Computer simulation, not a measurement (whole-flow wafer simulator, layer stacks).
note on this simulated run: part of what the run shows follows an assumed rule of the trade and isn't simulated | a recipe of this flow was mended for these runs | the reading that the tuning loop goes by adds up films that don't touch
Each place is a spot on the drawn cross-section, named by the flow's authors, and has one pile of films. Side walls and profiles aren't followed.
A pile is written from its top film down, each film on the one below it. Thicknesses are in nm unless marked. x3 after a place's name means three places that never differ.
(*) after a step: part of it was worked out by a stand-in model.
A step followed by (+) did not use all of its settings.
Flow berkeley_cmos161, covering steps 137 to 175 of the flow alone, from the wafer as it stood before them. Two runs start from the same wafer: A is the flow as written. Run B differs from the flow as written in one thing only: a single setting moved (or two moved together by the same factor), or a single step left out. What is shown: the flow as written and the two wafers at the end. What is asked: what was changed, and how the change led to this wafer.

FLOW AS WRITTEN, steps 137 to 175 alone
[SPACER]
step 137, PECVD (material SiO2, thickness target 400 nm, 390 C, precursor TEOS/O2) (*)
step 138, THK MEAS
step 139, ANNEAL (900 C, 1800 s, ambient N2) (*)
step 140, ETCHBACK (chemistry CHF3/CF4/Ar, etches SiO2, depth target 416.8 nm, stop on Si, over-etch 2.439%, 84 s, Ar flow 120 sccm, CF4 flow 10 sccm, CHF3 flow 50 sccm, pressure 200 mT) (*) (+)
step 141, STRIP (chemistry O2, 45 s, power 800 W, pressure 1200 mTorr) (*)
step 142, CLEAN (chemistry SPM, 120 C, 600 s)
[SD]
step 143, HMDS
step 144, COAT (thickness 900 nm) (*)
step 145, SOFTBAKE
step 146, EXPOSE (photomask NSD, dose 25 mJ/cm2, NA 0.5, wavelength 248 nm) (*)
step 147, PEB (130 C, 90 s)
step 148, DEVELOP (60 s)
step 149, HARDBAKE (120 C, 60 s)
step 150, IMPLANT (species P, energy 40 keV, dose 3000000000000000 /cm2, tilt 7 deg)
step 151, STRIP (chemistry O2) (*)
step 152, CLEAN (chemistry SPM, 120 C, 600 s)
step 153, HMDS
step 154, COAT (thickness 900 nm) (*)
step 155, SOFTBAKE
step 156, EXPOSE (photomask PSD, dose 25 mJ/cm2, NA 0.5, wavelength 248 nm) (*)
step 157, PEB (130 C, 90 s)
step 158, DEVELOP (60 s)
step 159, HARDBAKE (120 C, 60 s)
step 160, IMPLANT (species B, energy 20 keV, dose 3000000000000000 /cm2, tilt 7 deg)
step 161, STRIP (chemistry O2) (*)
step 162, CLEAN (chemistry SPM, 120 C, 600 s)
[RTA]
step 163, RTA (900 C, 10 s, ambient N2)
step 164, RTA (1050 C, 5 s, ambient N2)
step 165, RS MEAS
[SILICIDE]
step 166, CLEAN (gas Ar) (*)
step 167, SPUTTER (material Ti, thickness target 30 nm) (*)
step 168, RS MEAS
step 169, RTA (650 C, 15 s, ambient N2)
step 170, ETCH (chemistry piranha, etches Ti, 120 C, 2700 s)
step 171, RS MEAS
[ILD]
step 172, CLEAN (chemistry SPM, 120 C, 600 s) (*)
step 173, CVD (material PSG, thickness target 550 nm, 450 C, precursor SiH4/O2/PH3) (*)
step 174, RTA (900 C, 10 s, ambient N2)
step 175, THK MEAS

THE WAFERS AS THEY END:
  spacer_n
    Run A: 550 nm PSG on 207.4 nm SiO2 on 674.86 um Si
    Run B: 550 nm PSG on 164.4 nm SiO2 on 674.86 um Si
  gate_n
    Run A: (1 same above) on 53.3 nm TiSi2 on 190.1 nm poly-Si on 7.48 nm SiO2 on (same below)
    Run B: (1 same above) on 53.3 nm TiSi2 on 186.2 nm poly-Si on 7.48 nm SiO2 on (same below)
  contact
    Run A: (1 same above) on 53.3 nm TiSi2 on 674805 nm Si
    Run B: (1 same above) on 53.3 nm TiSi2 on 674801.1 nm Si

Cause: step 137, PECVD: thickness target 355 nm was run, whereas the flow has thickness target 400 nm.

Step by step, how the change led to this:
  step 137, PECVD (material SiO2, thickness target 400 nm, 390 C, precursor TEOS/O2) (*)
      field, sd_n, contact, m1: A SiO2 gains 400 | B SiO2 gains 355
      spacer_n, sd_p, spacer_p: A SiO2 gains 385.3 | B SiO2 gains 342.2
      (as well as at 2 more places)
  step 139, ANNEAL (900 C, 1800 s, ambient N2) (*)
      field, sd_n, gate_n, gate_p, contact, m1: A SiO2 loses 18 | B SiO2 loses 16
      spacer_n, sd_p, spacer_p: A SiO2 loses 17.3 | B SiO2 loses 15.4
  step 140, ETCHBACK (chemistry CHF3/CF4/Ar, etches SiO2, depth target 416.8 nm, stop on Si, over-etch 2.439%, 84 s, Ar flow 120 sccm, CF4 flow 10 sccm, CHF3 flow 50 sccm, pressure 200 mT) (*) (+)
      gate_n, gate_p: A SiO2 loses 382 (all of it), chemical SiO2 loses 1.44 (all of it), poly-Si loses 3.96 | B SiO2 loses 339 (all of it), chemical SiO2 loses 1.44 (all of it), poly-Si loses 7.87
      sd_n: A SiO2 loses 387.9 (all of it), Si loses 3.96 | B SiO2 loses 345 (all of it), Si loses 7.87
      (as well as at 3 more places)
  step 144, COAT (thickness 900 nm) (*)
      sd_n: A KrF-resist gains 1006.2 (new film) | B KrF-resist gains 983 (new film)
      spacer_n: A KrF-resist gains 813 (new film) | B KrF-resist gains 831.5 (new film)
      (as well as at 4 more places)
  step 148, DEVELOP (60 s)
      sd_n: A KrF-resist loses 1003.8 (all of it) | B KrF-resist loses 980.7 (all of it)
      spacer_n: A KrF-resist loses 811.1 (all of it) | B KrF-resist loses 829.6 (all of it)
      (as well as at 2 more places)
  step 149, HARDBAKE (120 C, 60 s)
      sd_p: A KrF-resist loses 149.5 | B KrF-resist loses 146.5
      spacer_p: A KrF-resist loses 118.9 | B KrF-resist loses 122
      (as well as at 1 more place)
  step 151, STRIP (chemistry O2) (*)
      gate_p: A KrF-resist loses 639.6 (all of it), chemical SiO2 gains 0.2, poly-Si loses 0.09 | B KrF-resist loses 623.9 (all of it), chemical SiO2 gains 0.2
      sd_p: A KrF-resist loses 844.3 (all of it), chemical SiO2 gains 0.2, Si loses 0.09 | B KrF-resist loses 827.4 (all of it), chemical SiO2 gains 0.2, Si loses 0.09
      (as well as at 1 more place)
  step 154, COAT (thickness 900 nm) (*)
      sd_n: A KrF-resist gains 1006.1 (new film) | B KrF-resist gains 983.4 (new film)
      spacer_n: A KrF-resist gains 813.2 (new film) | B KrF-resist gains 831.5 (new film)
      (as well as at 4 more places)
  step 158, DEVELOP (60 s)
      spacer_p: A KrF-resist loses 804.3 (all of it) | B KrF-resist loses 825 (all of it)
      gate_p: A KrF-resist loses 767.9 (all of it) | B KrF-resist loses 749.5 (all of it)
  step 159, HARDBAKE (120 C, 60 s)
      sd_n: A KrF-resist loses 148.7 | B KrF-resist loses 145.4
      spacer_n: A KrF-resist loses 120 | B KrF-resist loses 122.7
      (as well as at 2 more places)
  step 161, STRIP (chemistry O2) (*)
      sd_n: A KrF-resist loses 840 (all of it), chemical SiO2 gains 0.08 | B KrF-resist loses 820.7 (all of it), chemical SiO2 gains 0.08
      spacer_n: A KrF-resist loses 676.4 (all of it) | B KrF-resist loses 691.9 (all of it)
      (as well as at 2 more places)
